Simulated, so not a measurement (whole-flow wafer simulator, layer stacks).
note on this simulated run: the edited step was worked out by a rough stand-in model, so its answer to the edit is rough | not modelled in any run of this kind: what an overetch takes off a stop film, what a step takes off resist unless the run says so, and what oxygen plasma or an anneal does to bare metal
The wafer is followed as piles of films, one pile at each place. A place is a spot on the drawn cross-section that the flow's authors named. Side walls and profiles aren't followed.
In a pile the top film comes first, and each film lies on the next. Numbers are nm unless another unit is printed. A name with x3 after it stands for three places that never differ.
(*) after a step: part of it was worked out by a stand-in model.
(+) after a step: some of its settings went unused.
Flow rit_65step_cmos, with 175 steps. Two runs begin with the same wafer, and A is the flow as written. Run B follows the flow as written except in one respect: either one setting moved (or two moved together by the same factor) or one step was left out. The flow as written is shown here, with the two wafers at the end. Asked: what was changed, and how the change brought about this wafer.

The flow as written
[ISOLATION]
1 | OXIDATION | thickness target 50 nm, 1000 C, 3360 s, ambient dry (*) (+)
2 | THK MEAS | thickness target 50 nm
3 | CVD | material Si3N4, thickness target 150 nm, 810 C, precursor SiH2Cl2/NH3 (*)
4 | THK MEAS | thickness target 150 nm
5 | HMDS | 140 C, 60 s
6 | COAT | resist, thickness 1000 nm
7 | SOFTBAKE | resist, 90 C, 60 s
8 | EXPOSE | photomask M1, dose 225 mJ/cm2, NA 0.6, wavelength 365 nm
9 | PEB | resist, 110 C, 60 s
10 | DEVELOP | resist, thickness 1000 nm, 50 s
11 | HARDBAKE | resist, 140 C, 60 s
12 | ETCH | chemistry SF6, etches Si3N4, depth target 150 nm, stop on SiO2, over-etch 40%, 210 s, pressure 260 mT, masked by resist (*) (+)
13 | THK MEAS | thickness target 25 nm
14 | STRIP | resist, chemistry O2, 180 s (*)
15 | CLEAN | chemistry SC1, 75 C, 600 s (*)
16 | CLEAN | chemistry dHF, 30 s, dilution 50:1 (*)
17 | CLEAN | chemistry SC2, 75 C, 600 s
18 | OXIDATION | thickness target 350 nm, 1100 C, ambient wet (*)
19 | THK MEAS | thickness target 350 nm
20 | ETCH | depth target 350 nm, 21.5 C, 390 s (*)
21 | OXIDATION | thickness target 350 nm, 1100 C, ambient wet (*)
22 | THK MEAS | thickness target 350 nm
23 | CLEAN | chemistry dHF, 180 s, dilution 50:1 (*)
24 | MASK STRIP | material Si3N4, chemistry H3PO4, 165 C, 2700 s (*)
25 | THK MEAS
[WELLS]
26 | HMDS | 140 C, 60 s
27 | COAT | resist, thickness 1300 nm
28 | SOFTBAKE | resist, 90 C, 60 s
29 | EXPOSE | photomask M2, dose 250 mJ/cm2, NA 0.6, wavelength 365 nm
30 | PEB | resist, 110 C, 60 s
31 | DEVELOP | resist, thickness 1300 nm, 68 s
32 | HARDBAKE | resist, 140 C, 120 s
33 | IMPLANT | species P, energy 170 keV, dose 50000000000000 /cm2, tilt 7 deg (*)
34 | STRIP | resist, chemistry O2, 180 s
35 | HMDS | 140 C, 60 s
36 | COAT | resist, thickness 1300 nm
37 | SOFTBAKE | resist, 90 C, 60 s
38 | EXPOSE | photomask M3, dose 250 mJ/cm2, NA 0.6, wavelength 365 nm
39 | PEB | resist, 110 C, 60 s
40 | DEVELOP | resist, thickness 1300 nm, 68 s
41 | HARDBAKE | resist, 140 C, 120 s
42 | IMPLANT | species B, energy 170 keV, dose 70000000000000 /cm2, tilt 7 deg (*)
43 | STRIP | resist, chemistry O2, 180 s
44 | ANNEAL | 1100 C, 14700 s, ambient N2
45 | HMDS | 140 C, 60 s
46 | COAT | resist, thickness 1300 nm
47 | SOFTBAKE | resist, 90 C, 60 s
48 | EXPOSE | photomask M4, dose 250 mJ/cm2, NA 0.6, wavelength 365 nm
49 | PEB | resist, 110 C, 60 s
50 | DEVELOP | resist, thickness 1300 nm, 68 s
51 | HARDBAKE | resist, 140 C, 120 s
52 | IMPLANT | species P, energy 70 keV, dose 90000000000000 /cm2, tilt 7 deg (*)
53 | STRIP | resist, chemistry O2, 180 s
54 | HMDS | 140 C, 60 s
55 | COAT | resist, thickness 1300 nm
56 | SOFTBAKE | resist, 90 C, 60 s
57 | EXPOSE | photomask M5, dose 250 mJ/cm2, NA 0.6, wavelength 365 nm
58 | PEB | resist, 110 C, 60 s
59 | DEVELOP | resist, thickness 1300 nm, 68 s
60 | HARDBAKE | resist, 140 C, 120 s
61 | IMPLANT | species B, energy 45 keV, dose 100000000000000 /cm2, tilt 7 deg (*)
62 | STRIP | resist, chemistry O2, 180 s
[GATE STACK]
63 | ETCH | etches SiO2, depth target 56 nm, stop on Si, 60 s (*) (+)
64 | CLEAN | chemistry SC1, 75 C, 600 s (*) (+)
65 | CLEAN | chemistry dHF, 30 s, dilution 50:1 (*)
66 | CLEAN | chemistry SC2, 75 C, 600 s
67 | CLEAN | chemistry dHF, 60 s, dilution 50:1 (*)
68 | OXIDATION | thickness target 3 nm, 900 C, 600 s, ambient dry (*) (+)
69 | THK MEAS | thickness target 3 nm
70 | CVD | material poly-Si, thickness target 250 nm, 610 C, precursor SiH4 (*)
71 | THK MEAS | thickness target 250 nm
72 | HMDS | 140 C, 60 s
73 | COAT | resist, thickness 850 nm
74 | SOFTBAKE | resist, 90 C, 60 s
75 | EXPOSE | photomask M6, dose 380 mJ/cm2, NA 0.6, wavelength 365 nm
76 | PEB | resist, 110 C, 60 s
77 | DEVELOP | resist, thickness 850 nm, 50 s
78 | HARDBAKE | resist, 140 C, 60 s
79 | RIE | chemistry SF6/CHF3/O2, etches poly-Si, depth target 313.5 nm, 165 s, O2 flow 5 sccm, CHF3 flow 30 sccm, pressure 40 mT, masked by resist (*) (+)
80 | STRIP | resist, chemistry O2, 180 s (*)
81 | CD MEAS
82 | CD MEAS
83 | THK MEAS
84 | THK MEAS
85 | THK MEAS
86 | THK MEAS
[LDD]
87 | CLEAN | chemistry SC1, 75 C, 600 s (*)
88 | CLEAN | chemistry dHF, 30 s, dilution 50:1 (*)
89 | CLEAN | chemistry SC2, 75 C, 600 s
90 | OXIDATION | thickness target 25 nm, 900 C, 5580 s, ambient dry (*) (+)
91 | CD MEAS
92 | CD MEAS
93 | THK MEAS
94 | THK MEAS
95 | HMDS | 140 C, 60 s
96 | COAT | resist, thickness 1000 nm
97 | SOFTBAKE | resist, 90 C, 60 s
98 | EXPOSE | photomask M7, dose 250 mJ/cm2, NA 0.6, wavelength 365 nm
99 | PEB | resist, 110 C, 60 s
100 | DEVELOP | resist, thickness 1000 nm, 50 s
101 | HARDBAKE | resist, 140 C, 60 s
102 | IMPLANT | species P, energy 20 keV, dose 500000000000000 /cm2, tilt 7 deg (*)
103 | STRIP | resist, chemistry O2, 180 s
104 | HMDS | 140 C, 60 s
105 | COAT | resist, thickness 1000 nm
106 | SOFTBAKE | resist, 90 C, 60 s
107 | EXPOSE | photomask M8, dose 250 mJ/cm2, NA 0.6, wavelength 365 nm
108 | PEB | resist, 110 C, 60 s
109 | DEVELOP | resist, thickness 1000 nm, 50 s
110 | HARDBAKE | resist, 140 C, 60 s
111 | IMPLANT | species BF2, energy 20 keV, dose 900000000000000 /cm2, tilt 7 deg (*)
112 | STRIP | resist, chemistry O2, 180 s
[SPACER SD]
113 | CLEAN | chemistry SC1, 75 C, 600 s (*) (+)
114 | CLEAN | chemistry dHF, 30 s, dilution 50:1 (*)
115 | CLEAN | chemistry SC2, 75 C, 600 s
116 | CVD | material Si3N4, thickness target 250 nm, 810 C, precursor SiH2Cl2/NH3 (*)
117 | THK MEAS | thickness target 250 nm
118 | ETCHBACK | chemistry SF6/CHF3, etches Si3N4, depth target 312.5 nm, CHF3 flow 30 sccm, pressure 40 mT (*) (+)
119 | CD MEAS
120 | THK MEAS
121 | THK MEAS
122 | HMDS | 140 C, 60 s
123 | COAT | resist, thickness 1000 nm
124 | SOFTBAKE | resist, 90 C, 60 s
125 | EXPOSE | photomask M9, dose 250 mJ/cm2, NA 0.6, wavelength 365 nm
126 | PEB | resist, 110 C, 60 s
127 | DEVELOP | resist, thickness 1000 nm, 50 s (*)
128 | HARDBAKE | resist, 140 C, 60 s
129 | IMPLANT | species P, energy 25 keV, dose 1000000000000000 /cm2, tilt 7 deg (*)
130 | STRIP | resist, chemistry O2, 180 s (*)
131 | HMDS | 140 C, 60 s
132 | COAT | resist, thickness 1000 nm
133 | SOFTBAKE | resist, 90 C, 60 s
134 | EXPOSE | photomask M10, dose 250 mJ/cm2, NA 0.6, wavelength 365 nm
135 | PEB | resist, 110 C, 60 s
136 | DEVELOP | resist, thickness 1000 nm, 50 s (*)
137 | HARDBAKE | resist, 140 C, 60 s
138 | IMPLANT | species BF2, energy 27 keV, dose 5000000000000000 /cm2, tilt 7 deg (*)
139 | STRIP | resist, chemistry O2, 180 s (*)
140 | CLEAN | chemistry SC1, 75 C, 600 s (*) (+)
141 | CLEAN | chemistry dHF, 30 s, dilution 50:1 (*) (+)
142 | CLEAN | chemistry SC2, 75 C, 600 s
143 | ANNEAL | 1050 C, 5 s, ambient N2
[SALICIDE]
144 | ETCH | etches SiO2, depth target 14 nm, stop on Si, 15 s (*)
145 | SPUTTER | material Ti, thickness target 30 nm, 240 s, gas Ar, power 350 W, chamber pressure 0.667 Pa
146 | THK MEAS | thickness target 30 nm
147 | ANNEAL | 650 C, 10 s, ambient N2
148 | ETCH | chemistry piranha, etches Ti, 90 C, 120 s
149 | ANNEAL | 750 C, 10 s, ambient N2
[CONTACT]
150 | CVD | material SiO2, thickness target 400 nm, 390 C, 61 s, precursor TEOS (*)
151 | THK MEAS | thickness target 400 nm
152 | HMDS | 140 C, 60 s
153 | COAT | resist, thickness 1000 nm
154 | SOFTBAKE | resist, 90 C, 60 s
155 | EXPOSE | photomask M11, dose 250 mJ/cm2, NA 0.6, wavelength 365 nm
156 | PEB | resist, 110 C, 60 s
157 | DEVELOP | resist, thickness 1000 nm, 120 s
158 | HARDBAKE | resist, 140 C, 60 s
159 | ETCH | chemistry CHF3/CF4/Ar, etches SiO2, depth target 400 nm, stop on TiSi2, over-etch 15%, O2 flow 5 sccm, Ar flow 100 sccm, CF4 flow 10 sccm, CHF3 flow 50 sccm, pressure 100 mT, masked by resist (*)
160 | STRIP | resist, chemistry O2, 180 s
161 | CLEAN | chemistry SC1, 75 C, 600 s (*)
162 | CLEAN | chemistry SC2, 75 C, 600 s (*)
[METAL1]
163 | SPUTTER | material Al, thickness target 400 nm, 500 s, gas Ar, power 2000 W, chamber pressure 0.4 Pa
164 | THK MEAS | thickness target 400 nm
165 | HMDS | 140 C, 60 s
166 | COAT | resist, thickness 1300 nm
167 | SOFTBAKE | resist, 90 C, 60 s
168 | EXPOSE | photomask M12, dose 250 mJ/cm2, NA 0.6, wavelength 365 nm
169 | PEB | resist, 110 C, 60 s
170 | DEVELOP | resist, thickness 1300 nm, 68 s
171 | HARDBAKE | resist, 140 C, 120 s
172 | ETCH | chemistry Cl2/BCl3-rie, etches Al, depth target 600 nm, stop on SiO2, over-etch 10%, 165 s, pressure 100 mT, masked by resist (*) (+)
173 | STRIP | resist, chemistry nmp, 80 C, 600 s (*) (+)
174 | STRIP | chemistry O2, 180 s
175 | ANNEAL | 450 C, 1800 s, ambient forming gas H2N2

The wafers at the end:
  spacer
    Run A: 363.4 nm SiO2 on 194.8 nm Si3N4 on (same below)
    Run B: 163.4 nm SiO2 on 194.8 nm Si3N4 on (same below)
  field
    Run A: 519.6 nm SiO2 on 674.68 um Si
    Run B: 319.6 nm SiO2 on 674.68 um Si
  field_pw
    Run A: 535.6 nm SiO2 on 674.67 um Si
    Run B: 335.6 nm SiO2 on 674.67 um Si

The reason: step 150, CVD: thickness target 200 nm was run, though the flow has thickness target 400 nm.

Step by step, how the change led to this:
  150 | CVD | material SiO2, thickness target 400 nm, 390 C, 61 s, precursor TEOS (*)
      field, field_pw, field_nw, field_p: A +400 SiO2 | B +200 SiO2
      spacer, spacer_p: A +400 SiO2 (new film) | B +200 SiO2 (new film)
      (and at 2 other places as well)
  159 | ETCH | chemistry CHF3/CF4/Ar, etches SiO2, depth target 400 nm, stop on TiSi2, over-etch 15%, O2 flow 5 sccm, Ar flow 100 sccm, CF4 flow 10 sccm, CHF3 flow 50 sccm, pressure 100 mT, masked by resist (*)
      field, field_pw, field_nw, field_p, gate_n, gate_p, spacer, spacer_p: A -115 resist | B -57.5 resist
  160 | STRIP | resist, chemistry O2, 180 s
      field: A -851 resist (all of it) | B -905.9 resist (all of it)
      field_pw: A -820.1 resist (all of it) | B -875.8 resist (all of it)
      (and at 6 other places as well)
  163 | SPUTTER | material Al, thickness target 400 nm, 500 s, gas Ar, power 2000 W, chamber pressure 0.4 Pa
      gate_n, gate_p: A +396 Al (new film) | B +333.5 Al (new film)
  166 | COAT | resist, thickness 1300 nm
      gate_n: A +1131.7 resist (new film) | B +1199.4 resist (new film)
      gate_p: A +1135.6 resist (new film) | B +1201.6 resist (new film)
  169 | PEB | resist, 110 C, 60 s
      gate_n: A -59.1 resist | B -62.8 resist
      gate_p: A -59.3 resist | B -63 resist
  170 | DEVELOP | resist, thickness 1300 nm, 68 s
      gate_n: A -1072.6 resist (all of it) | B -1136.5 resist (all of it)
      gate_p: A -1076.3 resist (all of it) | B -1138.7 resist (all of it)
  172 | ETCH | chemistry Cl2/BCl3-rie, etches Al, depth target 600 nm, stop on SiO2, over-etch 10%, 165 s, pressure 100 mT, masked by resist (*) (+)
      gate_n, gate_p: A -396 Al (all of it), -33 SiO2 | B -333.5 Al (all of it), -40.8 SiO2
